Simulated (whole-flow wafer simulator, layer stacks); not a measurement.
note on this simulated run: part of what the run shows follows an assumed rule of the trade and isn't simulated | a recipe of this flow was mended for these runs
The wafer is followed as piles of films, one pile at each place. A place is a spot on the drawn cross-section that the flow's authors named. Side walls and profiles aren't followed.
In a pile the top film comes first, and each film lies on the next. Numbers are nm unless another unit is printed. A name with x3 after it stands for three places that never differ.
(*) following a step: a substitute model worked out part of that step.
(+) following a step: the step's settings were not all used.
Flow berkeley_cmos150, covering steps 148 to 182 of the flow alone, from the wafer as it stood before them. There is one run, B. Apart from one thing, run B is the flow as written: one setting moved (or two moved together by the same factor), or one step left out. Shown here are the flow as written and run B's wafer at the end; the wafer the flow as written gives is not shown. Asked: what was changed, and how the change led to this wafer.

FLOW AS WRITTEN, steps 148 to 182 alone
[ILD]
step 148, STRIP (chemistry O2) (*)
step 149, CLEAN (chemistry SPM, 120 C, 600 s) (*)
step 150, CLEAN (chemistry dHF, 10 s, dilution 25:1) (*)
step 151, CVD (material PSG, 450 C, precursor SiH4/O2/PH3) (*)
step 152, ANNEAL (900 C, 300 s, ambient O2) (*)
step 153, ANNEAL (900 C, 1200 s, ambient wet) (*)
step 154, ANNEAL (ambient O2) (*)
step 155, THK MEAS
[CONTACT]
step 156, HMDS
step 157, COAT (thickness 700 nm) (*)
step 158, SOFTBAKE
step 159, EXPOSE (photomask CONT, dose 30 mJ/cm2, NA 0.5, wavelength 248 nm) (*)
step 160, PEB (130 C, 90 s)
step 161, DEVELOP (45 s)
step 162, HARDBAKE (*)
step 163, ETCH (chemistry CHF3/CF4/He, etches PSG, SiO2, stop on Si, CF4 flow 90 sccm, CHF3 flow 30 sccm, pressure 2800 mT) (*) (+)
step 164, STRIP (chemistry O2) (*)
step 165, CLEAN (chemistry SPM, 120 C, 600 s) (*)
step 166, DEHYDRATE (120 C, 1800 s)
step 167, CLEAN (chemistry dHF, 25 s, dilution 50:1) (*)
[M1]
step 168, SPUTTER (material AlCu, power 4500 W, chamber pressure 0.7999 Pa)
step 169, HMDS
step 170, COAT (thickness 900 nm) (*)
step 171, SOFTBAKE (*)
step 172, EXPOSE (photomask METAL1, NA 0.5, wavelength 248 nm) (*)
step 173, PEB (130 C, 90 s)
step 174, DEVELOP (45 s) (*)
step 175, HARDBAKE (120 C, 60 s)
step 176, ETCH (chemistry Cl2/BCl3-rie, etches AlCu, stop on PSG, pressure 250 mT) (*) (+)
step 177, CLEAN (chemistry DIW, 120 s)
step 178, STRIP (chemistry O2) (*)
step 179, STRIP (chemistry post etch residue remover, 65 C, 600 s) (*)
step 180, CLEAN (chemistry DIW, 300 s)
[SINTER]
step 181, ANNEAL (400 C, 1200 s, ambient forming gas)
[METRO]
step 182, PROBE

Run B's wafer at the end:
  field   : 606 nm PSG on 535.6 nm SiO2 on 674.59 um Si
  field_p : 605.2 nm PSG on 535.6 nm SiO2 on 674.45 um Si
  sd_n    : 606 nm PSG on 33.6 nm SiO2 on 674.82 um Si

What caused this: step 153, ANNEAL: 960 s was run, while the flow as written has 1200 s.

Step by step, how the change led to this:
  step 153, ANNEAL (900 C, 1200 s, ambient wet) (*)
      sd_n, contact, m1: -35 PSG, +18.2 SiO2, -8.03 Si (it would be, as written: -35 PSG, +22.8 SiO2, -10 Si)
      field, field_p: -35 PSG, +13 SiO2, -5.73 Si (it would be, as written: -35 PSG, +16.3 SiO2, -7.15 Si)
      (and at 3 other places as well)
  step 163, ETCH (chemistry CHF3/CF4/He, etches PSG, SiO2, stop on Si, CF4 flow 90 sccm, CHF3 flow 30 sccm, pressure 2800 mT) (*) (+)
      contact: -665 PSG (all of it), -33.6 SiO2 (all of it), -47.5 Si (it would be, as written: -665 PSG (all of it), -38.1 SiO2 (all of it), -47.5 Si)
  step 176, ETCH (chemistry Cl2/BCl3-rie, etches AlCu, stop on PSG, pressure 250 mT) (*) (+)
      gate_p: -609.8 AlCu (all of it), -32 PSG (it would be, as written: -616.1 AlCu (all of it), -31.2 PSG)
